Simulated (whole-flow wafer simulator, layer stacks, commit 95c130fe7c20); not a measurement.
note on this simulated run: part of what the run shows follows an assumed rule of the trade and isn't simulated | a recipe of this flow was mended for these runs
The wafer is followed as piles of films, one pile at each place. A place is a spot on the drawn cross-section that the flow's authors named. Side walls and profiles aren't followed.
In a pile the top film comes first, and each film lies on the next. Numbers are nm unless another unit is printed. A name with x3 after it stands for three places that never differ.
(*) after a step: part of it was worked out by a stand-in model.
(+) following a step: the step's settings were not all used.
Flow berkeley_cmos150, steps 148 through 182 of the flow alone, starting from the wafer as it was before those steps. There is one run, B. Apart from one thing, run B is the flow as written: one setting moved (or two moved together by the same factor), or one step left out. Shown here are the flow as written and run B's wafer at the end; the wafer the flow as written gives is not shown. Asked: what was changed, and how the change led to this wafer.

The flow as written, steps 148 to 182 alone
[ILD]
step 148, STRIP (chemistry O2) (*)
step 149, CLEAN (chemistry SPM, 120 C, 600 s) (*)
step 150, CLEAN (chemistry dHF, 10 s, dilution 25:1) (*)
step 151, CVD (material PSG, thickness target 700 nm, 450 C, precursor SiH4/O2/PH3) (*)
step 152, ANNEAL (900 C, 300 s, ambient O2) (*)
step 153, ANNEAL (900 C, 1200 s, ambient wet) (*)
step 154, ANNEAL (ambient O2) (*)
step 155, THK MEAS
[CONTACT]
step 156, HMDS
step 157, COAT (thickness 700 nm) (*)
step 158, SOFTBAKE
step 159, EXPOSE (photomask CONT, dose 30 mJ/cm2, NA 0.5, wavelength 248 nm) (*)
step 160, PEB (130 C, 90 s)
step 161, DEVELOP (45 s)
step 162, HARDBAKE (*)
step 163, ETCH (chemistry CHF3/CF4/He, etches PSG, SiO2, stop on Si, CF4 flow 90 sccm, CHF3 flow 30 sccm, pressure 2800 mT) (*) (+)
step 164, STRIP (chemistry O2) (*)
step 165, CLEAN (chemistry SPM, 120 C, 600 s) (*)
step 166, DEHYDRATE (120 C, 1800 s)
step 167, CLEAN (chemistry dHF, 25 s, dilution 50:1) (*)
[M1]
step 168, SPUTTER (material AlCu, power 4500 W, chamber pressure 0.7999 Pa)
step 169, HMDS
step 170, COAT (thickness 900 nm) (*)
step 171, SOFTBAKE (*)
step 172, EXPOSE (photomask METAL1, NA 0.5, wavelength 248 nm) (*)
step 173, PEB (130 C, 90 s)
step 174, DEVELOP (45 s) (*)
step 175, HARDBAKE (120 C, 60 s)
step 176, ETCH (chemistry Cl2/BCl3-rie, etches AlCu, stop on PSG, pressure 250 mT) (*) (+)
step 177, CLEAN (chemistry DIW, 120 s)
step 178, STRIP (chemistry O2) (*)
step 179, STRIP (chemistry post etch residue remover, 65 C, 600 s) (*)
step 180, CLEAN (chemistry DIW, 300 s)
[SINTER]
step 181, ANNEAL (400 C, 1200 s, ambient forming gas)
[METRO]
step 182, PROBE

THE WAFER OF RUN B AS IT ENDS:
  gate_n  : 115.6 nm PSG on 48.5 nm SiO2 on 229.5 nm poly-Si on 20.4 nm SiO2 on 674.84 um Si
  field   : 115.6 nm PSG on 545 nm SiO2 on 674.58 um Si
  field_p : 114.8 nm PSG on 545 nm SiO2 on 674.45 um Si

Cause: step 151, CVD: 315 C was run, while the flow as written has 450 C.

How this came from the change, step by step:
  step 151, CVD (material PSG, thickness target 700 nm, 450 C, precursor SiH4/O2/PH3) (*)
      field, field_p, sd_n, gate_n, gate_p, contact, m1: PSG gains 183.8 (new film) (in the flow as written it would be: PSG gains 700 (new film))
      sd_p: PSG gains 171.8 (new film) (in the flow as written it would be: PSG gains 639.5 (new film))
  step 153, ANNEAL (900 C, 1200 s, ambient wet) (*)
      sd_n, contact, m1: PSG loses 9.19, SiO2 gains 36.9, Si loses 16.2 (in the flow as written it would be: PSG loses 35, SiO2 gains 22.8, Si loses 10)
      field, field_p: PSG loses 9.19, SiO2 gains 22.5, Si loses 9.88 (in the flow as written it would be: PSG loses 35, SiO2 gains 16.3, Si loses 7.15)
      (as well as at 3 more places)
  step 157, COAT (thickness 700 nm) (*)
      gate_n: KrF-resist gains 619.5 (new film) (in the flow as written it would be: KrF-resist gains 650.5 (new film))
      sd_p: KrF-resist gains 919.2 (new film) (in the flow as written it would be: KrF-resist gains 1000.3 (new film))
      (as well as at 1 more place)
  step 163, ETCH (chemistry CHF3/CF4/He, etches PSG, SiO2, stop on Si, CF4 flow 90 sccm, CHF3 flow 30 sccm, pressure 2800 mT) (*) (+)
      field, field_p, sd_n, gate_n, sd_p, gate_p, m1: KrF-resist loses 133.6 (in the flow as written it would be: KrF-resist loses 303.7)
      contact: PSG loses 174.6 (all of it), SiO2 loses 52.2 (all of it), Si loses 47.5 (in the flow as written it would be: PSG loses 665 (all of it), SiO2 loses 38.1 (all of it), Si loses 47.5)
  step 164, STRIP (chemistry O2) (*)
      field: KrF-resist loses 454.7 (all of it) (in the flow as written it would be: KrF-resist loses 294.5 (all of it))
      field_p: KrF-resist loses 553.3 (all of it) (in the flow as written it would be: KrF-resist loses 397.1 (all of it))
      (as well as at 5 more places)
  step 168, SPUTTER (material AlCu, power 4500 W, chamber pressure 0.7999 Pa)
      contact: AlCu gains 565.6 (new film) (in the flow as written it would be: AlCu gains 443.6 (new film))
  step 170, COAT (thickness 900 nm) (*)
      field: thick-KrF-resist gains 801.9 (new film) (in the flow as written it would be: thick-KrF-resist gains 782.6 (new film))
      field_p: thick-KrF-resist gains 919.2 (new film) (in the flow as written it would be: thick-KrF-resist gains 942.7 (new film))
      (as well as at 6 more places)
  step 173, PEB (130 C, 90 s)
      contact: thick-KrF-resist loses 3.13 (in the flow as written it would be: thick-KrF-resist loses 4.56)
  step 174, DEVELOP (45 s) (*)
      field: thick-KrF-resist loses 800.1 (all of it), AlCu loses 10 (in the flow as written it would be: thick-KrF-resist loses 780.8 (all of it), AlCu loses 10)
      field_p: thick-KrF-resist loses 917 (all of it), AlCu loses 10 (in the flow as written it would be: thick-KrF-resist loses 940.5 (all of it), AlCu loses 10)
      (as well as at 4 more places)
  step 175, HARDBAKE (120 C, 60 s)
      contact: thick-KrF-resist loses 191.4 (in the flow as written it would be: thick-KrF-resist loses 263.1)
      m1: thick-KrF-resist loses 154.6 (in the flow as written it would be: thick-KrF-resist loses 148.2)
  step 176, ETCH (chemistry Cl2/BCl3-rie, etches AlCu, stop on PSG, pressure 250 mT) (*) (+)
      sd_p: AlCu loses 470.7 (all of it), PSG loses 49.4 (in the flow as written it would be: AlCu loses 461.4 (all of it), PSG loses 50.6)
  step 178, STRIP (chemistry O2) (*)
      contact: thick-KrF-resist loses 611 (all of it) (in the flow as written it would be: thick-KrF-resist loses 1006.2 (all of it))
      m1: thick-KrF-resist loses 408.6 (all of it) (in the flow as written it would be: thick-KrF-resist loses 373.8 (all of it))
